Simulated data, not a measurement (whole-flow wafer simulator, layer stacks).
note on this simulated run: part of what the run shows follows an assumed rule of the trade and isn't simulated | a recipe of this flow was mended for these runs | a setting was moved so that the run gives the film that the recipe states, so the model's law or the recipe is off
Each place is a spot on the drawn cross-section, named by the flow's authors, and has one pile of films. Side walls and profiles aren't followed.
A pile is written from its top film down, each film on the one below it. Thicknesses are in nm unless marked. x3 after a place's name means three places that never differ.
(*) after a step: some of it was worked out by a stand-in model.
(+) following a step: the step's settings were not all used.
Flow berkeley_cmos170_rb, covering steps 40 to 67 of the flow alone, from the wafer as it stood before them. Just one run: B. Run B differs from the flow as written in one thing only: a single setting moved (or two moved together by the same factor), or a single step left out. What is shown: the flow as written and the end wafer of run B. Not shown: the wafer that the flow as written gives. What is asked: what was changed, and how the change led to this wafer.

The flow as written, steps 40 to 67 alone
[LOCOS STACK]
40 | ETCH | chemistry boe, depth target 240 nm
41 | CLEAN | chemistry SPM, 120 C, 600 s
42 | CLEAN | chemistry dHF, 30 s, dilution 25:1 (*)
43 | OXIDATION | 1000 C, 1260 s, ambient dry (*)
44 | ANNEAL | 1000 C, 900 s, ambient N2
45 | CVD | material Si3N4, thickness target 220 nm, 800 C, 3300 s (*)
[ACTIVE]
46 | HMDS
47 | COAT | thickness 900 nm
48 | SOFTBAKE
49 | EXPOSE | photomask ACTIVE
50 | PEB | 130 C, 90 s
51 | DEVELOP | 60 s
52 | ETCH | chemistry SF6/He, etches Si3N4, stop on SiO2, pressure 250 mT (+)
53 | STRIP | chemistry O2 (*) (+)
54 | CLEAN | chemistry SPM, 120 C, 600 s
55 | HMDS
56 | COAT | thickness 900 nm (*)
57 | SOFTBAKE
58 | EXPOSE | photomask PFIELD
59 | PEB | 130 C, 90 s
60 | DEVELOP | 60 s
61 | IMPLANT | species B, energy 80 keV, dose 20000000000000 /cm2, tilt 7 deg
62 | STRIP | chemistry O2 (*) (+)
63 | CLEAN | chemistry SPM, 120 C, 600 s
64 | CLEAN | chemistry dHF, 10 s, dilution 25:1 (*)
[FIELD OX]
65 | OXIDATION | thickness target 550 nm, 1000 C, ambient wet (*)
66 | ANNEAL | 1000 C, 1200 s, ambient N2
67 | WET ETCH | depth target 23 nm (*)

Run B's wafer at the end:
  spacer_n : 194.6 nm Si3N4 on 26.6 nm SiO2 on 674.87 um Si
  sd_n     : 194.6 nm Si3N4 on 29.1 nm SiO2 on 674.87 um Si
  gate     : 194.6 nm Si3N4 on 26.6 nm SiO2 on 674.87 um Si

What caused this: step 45, CVD: 3036 s was run, though the flow has 3300 s.

Step by step, how the change led to this:
  45 | CVD | material Si3N4, thickness target 220 nm, 800 C, 3300 s (*)
      field, sd_n, spacer_n and 6 more: +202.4 Si3N4 (new film) (it would be, as written: +220 Si3N4 (new film))
  52 | ETCH | chemistry SF6/He, etches Si3N4, stop on SiO2, pressure 250 mT (+)
      sd_n, spacer_n, gate, sd_p, spacer_p, gate_p, contact, m1: -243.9 KrF-resist (it would be, as written: -263 KrF-resist)
      field: -202.4 Si3N4 (all of it), -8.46 SiO2 (it would be, as written: -220 Si3N4 (all of it), -8.46 SiO2)
  53 | STRIP | chemistry O2 (*) (+)
      sd_n, spacer_n, gate, sd_p, spacer_p, gate_p, contact, m1: -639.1 KrF-resist (all of it) (it would be, as written: -620 KrF-resist (all of it))
  65 | OXIDATION | thickness target 550 nm, 1000 C, ambient wet (*)
      gate: +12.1 SiO2 (new film), -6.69 Si3N4 (it would be, as written: +12.1 SiO2 (new film), -6.69 Si3N4, +0.05 SiO2, -0.05 Si)
      sd_n: +12.1 SiO2 (new film), -6.69 Si3N4, +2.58 SiO2, -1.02 Si (it would be, as written: +12.1 SiO2 (new film), -6.69 Si3N4, +1.54 SiO2, -0.56 Si)
